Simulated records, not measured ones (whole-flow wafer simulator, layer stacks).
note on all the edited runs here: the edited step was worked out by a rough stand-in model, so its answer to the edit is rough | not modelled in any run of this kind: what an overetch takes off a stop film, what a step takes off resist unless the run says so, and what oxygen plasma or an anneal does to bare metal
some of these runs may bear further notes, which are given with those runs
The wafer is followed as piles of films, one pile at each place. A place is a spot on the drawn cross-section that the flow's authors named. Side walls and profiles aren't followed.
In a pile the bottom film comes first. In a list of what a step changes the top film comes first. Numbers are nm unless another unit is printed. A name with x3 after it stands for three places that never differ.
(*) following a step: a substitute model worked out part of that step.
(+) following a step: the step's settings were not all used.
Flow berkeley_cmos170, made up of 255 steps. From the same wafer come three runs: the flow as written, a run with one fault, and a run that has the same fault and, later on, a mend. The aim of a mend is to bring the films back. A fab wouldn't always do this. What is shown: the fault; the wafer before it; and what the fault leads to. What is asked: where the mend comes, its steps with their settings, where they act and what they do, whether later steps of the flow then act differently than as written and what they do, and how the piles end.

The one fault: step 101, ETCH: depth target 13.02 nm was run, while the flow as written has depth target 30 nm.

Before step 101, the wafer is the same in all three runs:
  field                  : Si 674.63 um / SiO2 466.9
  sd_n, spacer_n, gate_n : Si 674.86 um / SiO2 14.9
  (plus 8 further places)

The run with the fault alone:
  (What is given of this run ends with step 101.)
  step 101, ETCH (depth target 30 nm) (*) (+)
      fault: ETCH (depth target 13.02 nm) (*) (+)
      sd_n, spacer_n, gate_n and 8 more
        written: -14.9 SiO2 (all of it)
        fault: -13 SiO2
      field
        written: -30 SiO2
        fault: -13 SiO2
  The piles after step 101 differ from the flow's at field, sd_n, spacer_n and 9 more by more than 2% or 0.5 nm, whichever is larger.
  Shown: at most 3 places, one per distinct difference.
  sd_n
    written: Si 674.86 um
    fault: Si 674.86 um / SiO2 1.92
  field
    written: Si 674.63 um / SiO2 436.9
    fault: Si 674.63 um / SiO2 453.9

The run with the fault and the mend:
  The mend follows step 101.
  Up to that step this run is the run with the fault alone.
  step 101a, ETCH (depth target 16.98 nm) (*) (+) (the flow's step 101 again, with other settings)
      sd_n, spacer_n, gate_n and 8 more
        -1.92 SiO2 (all of it)
      field
        -17 SiO2
  None of the later steps of the flow acts differently than as written at any place that is followed.
  The piles end the same as the flow's at every place that both follow.
